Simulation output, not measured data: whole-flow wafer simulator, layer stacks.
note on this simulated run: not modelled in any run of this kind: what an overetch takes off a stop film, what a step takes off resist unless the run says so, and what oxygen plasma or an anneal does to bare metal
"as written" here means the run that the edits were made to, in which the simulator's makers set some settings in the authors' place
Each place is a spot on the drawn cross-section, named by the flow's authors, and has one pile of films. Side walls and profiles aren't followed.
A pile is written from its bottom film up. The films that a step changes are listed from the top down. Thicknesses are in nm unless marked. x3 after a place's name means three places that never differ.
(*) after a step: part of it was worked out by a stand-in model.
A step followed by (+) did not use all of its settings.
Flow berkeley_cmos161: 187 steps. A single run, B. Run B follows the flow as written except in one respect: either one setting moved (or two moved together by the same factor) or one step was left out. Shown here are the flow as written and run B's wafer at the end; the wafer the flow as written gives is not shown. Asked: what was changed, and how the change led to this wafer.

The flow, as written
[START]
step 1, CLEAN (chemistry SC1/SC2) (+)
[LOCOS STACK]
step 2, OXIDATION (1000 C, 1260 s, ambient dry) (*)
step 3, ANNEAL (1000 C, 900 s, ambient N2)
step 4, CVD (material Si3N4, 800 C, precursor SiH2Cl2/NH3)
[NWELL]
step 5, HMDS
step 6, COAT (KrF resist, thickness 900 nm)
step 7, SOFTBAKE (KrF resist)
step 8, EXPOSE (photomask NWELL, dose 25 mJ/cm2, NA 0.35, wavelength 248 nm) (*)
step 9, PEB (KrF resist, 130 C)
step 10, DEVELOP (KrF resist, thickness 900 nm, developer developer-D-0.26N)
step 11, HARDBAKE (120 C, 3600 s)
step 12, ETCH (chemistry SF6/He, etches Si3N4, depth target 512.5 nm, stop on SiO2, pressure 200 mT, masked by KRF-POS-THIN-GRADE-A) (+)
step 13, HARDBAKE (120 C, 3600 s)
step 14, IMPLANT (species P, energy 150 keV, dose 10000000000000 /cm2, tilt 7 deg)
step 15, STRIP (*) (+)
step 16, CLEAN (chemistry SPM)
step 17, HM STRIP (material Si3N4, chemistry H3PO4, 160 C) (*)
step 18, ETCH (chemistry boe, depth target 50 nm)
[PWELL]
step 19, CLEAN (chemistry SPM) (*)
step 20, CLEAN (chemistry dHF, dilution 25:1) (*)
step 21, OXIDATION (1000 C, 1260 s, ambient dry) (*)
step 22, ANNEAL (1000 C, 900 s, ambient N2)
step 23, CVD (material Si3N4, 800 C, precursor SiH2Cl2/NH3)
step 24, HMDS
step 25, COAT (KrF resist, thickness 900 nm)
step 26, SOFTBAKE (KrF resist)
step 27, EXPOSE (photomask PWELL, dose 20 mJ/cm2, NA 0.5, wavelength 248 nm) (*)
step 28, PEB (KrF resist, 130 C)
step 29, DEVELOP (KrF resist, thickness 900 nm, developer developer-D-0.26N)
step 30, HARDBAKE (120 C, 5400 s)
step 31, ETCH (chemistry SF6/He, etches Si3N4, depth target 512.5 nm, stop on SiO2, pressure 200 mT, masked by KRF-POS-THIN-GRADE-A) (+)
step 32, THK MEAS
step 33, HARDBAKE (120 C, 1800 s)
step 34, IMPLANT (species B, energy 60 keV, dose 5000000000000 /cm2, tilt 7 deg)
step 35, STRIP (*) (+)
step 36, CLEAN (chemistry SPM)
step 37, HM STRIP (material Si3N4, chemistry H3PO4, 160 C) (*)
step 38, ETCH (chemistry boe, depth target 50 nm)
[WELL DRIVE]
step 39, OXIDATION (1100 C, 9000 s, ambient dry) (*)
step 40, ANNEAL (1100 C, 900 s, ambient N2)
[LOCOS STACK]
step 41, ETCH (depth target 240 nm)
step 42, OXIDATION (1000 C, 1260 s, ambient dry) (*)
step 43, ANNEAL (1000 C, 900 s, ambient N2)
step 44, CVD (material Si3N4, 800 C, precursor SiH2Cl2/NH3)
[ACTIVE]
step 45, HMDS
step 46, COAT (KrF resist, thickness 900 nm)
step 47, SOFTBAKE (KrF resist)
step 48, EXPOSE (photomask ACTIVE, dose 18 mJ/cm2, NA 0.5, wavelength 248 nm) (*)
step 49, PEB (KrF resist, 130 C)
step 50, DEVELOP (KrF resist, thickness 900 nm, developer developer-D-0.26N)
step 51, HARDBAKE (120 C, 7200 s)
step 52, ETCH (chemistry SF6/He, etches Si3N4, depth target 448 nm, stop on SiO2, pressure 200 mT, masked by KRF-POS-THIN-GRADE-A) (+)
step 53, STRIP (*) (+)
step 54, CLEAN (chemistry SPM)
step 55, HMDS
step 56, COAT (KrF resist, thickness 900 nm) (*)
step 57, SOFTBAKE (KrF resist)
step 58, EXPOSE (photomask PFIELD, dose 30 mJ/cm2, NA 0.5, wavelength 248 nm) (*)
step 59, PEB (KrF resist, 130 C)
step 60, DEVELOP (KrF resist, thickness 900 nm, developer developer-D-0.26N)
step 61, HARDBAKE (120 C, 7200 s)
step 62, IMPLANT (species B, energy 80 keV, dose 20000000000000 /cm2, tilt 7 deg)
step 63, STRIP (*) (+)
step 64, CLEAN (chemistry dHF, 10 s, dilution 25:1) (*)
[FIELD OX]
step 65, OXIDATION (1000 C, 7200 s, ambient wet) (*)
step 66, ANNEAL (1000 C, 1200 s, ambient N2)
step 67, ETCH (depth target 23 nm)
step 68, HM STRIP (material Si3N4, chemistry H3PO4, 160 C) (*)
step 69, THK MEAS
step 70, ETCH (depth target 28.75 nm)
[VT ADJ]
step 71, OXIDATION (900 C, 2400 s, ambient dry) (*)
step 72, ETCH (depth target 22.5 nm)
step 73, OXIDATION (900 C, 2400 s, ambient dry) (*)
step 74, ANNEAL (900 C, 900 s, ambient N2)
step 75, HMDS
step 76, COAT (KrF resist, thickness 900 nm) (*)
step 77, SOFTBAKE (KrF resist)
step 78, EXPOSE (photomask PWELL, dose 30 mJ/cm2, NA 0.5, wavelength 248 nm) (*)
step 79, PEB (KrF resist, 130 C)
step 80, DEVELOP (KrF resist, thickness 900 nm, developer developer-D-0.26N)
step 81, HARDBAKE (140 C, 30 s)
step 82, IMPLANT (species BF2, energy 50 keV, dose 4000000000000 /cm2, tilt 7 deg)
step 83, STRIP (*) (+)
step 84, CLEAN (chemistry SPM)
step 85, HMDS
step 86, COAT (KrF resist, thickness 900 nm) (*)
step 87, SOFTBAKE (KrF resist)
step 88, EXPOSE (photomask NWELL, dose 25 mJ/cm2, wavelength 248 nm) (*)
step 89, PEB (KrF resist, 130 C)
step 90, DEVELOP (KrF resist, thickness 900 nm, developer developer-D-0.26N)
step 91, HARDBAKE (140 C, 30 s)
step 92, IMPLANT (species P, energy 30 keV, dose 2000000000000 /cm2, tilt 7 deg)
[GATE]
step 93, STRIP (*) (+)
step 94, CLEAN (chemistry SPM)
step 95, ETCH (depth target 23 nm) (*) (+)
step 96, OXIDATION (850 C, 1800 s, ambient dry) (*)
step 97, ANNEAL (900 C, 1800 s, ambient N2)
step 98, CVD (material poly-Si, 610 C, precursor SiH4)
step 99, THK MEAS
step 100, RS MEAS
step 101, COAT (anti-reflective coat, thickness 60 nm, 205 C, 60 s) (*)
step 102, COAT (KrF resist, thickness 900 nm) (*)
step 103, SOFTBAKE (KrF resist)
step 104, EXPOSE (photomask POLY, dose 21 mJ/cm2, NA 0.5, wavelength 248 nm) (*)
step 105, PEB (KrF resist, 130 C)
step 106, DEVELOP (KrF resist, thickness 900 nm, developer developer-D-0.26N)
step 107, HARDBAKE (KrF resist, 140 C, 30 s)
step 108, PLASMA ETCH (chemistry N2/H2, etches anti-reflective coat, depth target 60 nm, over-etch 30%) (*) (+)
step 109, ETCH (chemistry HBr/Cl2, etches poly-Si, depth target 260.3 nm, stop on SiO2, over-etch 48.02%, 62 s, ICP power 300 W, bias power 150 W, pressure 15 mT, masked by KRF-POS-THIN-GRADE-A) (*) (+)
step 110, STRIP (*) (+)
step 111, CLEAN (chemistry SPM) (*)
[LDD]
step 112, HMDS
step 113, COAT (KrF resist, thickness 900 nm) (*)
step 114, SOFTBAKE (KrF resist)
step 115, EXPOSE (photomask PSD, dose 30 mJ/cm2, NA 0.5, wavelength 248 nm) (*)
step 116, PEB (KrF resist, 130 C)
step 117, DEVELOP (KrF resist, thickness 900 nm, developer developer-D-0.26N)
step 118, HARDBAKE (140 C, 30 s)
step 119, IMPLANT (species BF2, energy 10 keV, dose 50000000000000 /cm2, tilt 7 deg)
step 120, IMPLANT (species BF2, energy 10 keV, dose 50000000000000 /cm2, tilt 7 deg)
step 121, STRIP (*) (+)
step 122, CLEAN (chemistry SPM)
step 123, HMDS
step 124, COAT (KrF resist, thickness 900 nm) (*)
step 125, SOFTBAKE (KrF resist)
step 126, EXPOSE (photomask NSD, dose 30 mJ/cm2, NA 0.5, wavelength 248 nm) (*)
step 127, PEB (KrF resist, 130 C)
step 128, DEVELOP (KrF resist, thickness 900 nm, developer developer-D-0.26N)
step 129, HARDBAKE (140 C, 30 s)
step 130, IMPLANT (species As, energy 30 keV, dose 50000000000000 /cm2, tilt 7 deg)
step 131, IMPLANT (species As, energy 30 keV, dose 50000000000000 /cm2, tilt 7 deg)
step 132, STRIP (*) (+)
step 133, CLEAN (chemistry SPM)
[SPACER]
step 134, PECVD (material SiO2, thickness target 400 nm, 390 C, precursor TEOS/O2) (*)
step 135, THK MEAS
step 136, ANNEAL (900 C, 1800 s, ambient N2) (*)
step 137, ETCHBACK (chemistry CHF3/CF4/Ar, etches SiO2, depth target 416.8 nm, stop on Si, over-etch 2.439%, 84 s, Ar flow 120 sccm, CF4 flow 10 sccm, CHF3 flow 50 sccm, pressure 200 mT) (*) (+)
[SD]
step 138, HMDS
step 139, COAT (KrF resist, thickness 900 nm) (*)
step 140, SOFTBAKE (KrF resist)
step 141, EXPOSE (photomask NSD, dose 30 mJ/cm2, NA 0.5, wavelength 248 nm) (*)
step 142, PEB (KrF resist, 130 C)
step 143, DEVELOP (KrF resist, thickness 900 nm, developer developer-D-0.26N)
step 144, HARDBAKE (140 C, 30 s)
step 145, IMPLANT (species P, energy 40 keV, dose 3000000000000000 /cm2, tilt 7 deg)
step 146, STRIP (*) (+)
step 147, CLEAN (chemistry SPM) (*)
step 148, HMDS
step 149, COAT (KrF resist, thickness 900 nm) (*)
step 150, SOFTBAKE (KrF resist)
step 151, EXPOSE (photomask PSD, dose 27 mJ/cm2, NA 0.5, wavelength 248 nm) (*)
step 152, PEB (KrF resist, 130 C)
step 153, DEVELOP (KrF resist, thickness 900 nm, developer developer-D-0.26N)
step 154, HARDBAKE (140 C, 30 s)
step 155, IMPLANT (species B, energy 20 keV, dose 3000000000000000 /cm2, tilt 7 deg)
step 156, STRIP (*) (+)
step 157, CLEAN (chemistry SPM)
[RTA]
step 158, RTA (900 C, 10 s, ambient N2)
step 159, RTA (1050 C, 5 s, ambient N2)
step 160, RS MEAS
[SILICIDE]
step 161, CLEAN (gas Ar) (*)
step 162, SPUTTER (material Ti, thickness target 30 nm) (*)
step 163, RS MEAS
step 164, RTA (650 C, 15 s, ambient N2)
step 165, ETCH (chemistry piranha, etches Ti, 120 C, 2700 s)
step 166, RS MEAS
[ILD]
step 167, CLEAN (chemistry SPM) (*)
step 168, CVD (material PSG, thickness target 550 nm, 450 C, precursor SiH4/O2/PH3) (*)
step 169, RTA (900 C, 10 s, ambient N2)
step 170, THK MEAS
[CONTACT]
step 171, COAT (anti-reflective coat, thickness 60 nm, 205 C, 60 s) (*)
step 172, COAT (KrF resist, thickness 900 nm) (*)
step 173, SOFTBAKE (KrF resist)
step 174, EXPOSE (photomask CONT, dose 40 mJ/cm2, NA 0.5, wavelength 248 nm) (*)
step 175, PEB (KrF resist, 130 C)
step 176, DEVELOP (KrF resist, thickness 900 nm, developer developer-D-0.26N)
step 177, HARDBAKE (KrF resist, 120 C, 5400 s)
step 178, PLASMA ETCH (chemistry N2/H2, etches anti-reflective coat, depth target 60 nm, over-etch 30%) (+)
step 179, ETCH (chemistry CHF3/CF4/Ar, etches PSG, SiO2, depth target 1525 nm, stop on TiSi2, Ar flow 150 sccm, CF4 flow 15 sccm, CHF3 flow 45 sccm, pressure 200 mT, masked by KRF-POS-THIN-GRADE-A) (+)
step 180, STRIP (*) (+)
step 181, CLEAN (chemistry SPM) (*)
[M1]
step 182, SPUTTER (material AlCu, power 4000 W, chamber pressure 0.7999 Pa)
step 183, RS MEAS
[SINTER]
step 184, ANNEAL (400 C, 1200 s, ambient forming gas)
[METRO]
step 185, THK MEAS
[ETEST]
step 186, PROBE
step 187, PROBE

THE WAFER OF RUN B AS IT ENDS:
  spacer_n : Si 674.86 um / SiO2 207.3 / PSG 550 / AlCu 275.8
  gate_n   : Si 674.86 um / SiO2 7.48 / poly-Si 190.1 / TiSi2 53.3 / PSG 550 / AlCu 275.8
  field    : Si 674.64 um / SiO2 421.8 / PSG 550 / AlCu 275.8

Cause: step 72, ETCH: depth target 9 nm was run, though the flow has depth target 22.5 nm.

The path from the change to this, step by step:
  step 72, ETCH (depth target 22.5 nm)
      sd_n, spacer_n, gate_n, sd_p, spacer_p, gate_p, contact, m1: -9 SiO2 (it would be, as written: -14.9 SiO2 (all of it))
      field: -9 SiO2 (it would be, as written: -22.5 SiO2)
  step 73, OXIDATION (900 C, 2400 s, ambient dry) (*)
      sd_n, spacer_n, gate_n, sd_p, spacer_p, gate_p, contact, m1: +11 SiO2, -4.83 Si (it would be, as written: +14.9 SiO2 (new film), -6.57 Si)
  step 95, ETCH (depth target 23 nm) (*) (+)
      sd_n, spacer_n, gate_n, sd_p, spacer_p, gate_p, contact, m1: -16.9 SiO2 (all of it) (it would be, as written: -14.9 SiO2 (all of it))
  step 101, COAT (anti-reflective coat, thickness 60 nm, 205 C, 60 s) (*)
      sd_n: +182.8 anti-reflective coat (new film) (it would be, as written: +173.5 anti-reflective coat (new film))
      spacer_n: +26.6 anti-reflective coat (new film) (it would be, as written: +28.7 anti-reflective coat (new film))
      (as well as at 4 more places)
  step 108, PLASMA ETCH (chemistry N2/H2, etches anti-reflective coat, depth target 60 nm, over-etch 30%) (*) (+)
      sd_n: -182.8 anti-reflective coat (all of it), -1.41 poly-Si (it would be, as written: -173.5 anti-reflective coat (all of it), -1.33 poly-Si)
      spacer_n: -26.6 anti-reflective coat (all of it), -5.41 poly-Si (it would be, as written: -28.7 anti-reflective coat (all of it), -5.05 poly-Si)
      (as well as at 2 more places)
  step 110, STRIP (*) (+)
      gate_n: +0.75 chemical SiO2 (new film), -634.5 KrF resist (all of it), -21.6 anti-reflective coat (all of it), -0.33 poly-Si (it would be, as written: +0.75 chemical SiO2 (new film), -626.8 KrF resist (all of it), -23.7 anti-reflective coat (all of it), -0.33 poly-Si)
      gate_p: +0.75 chemical SiO2 (new film), -602.7 KrF resist (all of it), -26.8 anti-reflective coat (all of it), -0.33 poly-Si (it would be, as written: +0.75 chemical SiO2 (new film), -598.2 KrF resist (all of it), -27.9 anti-reflective coat (all of it), -0.33 poly-Si)
  step 171, COAT (anti-reflective coat, thickness 60 nm, 205 C, 60 s) (*)
      sd_n: +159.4 anti-reflective coat (new film) (it would be, as written: +149.7 anti-reflective coat (new film))
      m1: +100.5 anti-reflective coat (new film) (it would be, as written: +97.8 anti-reflective coat (new film))
  step 180, STRIP (*) (+)
      sd_n: -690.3 KrF resist (all of it), -159.4 anti-reflective coat (all of it) (it would be, as written: -692.5 KrF resist (all of it), -149.7 anti-reflective coat (all of it))
      m1: -744.2 KrF resist (all of it), -100.5 anti-reflective coat (all of it) (it would be, as written: -739.9 KrF resist (all of it), -97.8 anti-reflective coat (all of it))
